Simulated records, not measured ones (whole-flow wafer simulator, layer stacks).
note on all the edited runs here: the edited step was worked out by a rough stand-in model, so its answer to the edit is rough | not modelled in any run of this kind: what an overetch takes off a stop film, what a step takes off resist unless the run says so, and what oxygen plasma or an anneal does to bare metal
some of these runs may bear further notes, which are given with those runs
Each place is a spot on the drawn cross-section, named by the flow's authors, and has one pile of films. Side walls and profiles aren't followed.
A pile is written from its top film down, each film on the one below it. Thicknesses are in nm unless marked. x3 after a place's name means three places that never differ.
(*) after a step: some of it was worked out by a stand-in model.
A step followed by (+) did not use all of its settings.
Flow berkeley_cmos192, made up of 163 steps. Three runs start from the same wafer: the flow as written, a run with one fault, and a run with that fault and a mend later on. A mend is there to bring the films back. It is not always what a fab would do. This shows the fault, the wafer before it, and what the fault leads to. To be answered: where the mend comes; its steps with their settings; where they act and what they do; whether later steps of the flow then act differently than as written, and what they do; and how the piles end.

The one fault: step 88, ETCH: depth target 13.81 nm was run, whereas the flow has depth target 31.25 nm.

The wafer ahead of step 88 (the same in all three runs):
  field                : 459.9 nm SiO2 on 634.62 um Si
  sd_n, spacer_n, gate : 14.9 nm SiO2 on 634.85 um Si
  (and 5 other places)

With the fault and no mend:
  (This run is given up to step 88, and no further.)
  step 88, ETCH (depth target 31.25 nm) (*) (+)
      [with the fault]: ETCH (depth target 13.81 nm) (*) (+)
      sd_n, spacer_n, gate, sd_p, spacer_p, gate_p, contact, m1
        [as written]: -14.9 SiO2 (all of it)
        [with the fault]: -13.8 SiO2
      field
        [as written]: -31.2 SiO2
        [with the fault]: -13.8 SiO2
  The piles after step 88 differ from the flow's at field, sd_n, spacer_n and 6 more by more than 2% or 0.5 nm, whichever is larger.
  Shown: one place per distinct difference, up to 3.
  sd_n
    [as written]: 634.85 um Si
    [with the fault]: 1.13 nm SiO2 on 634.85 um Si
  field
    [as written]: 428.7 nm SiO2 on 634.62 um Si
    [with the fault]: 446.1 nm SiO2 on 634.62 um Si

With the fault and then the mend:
  The mend follows step 88.
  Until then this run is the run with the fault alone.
  step 88a, ETCH (depth target 17.44 nm) (*) (+) (a further turn of the flow's step 88, with different settings)
      sd_n, spacer_n, gate, sd_p, spacer_p, gate_p, contact, m1
        -1.13 SiO2 (all of it)
      field
        -17.4 SiO2
  Later steps of the flow that are run all act as written at every place that is followed, up to a difference of at most 2% or 0.5 nm, whichever is larger.
  By the end, the piles equal the flow's at every place that both follow.
